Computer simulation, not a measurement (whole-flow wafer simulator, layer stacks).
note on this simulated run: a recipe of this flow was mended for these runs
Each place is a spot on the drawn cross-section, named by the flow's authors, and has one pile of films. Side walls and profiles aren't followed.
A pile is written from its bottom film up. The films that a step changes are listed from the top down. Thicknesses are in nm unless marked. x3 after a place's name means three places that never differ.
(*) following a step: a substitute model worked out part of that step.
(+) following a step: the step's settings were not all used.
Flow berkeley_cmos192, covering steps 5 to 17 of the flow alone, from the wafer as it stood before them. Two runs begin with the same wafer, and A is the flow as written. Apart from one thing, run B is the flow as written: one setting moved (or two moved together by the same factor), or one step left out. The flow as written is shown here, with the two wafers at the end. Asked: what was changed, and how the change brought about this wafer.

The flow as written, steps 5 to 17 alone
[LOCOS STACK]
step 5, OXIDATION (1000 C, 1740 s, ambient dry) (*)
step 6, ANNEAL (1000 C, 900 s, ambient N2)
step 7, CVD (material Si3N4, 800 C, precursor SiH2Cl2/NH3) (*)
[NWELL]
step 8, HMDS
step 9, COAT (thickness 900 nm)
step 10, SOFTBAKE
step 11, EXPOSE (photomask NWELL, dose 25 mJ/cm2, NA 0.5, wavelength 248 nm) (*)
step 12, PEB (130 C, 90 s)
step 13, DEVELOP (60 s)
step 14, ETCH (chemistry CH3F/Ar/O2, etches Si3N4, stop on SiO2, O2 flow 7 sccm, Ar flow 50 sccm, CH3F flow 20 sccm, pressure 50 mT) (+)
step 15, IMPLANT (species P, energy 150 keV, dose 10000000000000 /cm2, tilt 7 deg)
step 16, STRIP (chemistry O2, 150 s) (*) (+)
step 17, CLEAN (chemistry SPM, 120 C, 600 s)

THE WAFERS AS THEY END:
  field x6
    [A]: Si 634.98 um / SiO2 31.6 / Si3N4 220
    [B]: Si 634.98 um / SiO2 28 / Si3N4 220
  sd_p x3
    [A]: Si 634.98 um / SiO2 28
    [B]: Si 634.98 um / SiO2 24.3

Cause: step 5, OXIDATION: 1392 s was run, though the flow has 1740 s.

The path from the change to this, step by step:
  step 5, OXIDATION (1000 C, 1740 s, ambient dry) (*)
      field x6, sd_p x3: A +31.6 SiO2 (new film), -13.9 Si | B +28 SiO2 (new film), -12.3 Si
